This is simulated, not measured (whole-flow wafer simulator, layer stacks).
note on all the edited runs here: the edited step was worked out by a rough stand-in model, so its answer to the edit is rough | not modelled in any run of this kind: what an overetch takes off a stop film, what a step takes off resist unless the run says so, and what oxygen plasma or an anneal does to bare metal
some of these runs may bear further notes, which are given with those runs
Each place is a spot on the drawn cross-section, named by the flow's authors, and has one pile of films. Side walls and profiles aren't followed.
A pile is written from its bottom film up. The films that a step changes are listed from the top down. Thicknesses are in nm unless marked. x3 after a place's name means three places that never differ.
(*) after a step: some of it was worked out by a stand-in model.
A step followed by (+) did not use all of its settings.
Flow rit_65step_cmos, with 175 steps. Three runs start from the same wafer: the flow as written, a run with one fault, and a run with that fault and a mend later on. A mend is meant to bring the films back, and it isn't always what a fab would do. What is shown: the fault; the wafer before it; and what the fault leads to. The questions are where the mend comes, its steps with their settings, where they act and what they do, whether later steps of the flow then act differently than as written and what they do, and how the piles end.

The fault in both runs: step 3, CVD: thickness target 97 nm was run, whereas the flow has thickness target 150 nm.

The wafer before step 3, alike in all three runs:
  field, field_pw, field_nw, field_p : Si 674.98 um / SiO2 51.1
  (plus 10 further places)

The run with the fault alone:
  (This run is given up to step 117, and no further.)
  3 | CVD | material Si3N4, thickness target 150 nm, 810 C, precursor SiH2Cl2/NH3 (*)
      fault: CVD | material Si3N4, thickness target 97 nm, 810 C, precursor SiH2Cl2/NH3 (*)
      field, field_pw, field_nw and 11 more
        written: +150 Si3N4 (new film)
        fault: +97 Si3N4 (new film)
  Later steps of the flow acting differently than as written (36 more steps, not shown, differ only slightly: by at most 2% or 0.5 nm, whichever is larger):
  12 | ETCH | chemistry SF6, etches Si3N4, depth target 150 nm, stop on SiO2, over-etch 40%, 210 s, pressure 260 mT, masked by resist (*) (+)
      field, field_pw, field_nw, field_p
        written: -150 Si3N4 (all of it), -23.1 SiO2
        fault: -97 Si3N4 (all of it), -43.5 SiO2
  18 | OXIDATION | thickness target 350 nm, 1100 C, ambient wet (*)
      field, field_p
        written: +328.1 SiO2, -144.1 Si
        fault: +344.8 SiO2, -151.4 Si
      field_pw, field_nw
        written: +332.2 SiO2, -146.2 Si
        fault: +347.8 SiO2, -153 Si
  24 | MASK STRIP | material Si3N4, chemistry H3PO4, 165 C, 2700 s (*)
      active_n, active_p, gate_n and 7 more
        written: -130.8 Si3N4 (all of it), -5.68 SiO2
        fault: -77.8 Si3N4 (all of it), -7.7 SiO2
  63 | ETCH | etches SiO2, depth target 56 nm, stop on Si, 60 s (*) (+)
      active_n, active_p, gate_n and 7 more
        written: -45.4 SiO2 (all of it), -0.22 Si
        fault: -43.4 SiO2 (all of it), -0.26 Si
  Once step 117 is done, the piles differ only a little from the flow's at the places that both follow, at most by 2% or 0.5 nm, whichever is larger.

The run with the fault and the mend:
  The mend stands after step 11.
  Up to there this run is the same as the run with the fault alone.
  11a | STRIP | resist, chemistry O2, 180 s (*)
      active_n, active_p, gate_n and 7 more
        -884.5 resist (all of it)
  11b | CLEAN | chemistry SC2, 75 C, 600 s
      alters no film at any place that is followed
  11c | CVD | material Si3N4, thickness target 53 nm, 810 C, precursor SiH2Cl2/NH3 (*) (the flow's step 3 again, with other settings)
      field, field_pw, field_nw and 11 more
        +53 Si3N4
  11d | HMDS | 140 C, 60 s (the flow's step 5 again)
      alters no film at any place that is followed
  11e | COAT | resist, thickness 1000 nm (the flow's step 6 again)
      field, field_pw, field_nw and 11 more
        +1000 resist (new film)
  11f | SOFTBAKE | resist, 90 C, 60 s (the flow's step 7 again)
      alters no film at any place that is followed
  11g | EXPOSE | photomask M1, dose 225 mJ/cm2, NA 0.6, wavelength 365 nm (the flow's step 8 again)
      alters no film at any place that is followed
  11h | PEB | resist, 110 C, 60 s (the flow's step 9 again)
      field, field_pw, field_nw and 11 more
        -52 resist
  11i | DEVELOP | resist, thickness 1000 nm, 50 s (the flow's step 10 again)
      field, field_pw, field_nw, field_p
        -948 resist (all of it)
  11j | HARDBAKE | resist, 140 C, 60 s (the flow's step 11 again)
      active_n, active_p, gate_n and 7 more
        -63.5 resist
  None of the later steps of the flow acts differently than as written at any place that is followed.
  At every place that both follow, the piles at the end match the flow's.
